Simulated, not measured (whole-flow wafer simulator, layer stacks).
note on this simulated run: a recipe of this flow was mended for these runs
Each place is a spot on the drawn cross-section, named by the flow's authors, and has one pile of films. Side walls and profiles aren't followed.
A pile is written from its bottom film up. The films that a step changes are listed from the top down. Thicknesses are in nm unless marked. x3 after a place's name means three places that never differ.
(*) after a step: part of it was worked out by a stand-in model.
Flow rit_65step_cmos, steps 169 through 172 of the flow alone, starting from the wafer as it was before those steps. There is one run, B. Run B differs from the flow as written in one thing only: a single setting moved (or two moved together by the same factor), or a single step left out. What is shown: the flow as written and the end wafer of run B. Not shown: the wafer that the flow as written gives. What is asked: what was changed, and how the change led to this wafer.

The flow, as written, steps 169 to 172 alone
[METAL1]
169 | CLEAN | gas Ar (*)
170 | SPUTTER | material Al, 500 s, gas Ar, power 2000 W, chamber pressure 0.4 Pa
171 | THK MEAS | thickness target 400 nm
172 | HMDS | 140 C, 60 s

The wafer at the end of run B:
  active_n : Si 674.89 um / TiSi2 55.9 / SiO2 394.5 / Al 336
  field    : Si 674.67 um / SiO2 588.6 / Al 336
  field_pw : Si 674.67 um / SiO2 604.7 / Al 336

Cause: step 170, SPUTTER: power 1680 W was run, though the flow has power 2000 W.

How this came from the change, step by step:
  170 | SPUTTER | material Al, 500 s, gas Ar, power 2000 W, chamber pressure 0.4 Pa
      field, field_pw, field_nw and 10 more: Al gains 336 (new film) (in the flow as written it would be: Al gains 400 (new film))
      contact: Al gains 217.4 (new film) (in the flow as written it would be: Al gains 255.4 (new film))
